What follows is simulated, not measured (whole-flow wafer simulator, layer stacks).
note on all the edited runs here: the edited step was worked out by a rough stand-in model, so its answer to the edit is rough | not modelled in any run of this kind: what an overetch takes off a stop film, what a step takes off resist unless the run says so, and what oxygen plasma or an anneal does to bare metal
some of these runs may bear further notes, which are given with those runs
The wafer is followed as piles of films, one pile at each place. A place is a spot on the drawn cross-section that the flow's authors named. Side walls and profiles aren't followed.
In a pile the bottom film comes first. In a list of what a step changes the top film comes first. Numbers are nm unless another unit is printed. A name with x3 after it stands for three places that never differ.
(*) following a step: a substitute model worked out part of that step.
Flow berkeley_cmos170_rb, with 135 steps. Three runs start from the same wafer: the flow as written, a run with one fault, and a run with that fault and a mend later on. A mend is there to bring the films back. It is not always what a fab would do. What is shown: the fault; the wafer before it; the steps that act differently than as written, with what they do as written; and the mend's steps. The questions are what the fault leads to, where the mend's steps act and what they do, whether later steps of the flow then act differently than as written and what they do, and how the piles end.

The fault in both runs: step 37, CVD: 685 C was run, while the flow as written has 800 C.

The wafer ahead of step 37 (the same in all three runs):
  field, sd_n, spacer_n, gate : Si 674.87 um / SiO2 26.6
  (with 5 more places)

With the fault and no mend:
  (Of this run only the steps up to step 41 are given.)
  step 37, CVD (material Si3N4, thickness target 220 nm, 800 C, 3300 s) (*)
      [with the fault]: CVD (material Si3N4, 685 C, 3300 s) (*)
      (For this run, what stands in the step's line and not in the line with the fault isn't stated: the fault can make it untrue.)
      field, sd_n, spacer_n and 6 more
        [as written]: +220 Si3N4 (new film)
        [with the fault]: +25.7 Si3N4 (new film)
  Every later step of the flow up to step 41 that is run acts as written at every place that is followed.
  The piles after step 41 differ from the flow's at field, sd_n, spacer_n and 6 more by more than 2% or 0.5 nm, whichever is larger.
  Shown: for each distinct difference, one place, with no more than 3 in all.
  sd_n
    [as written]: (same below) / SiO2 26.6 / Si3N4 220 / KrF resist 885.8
    [with the fault]: (same below) / SiO2 26.6 / Si3N4 25.7 / KrF resist 885.8
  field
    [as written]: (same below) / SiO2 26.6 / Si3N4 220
    [with the fault]: (same below) / SiO2 26.6 / Si3N4 25.7

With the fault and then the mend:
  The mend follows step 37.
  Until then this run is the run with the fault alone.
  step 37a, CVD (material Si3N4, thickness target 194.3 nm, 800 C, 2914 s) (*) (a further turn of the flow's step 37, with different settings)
      field, sd_n, spacer_n and 6 more
        +194.3 Si3N4
  Every later step of the flow that is run acts as written at every place that is followed.
  By the end, the piles equal the flow's at every place that both follow.
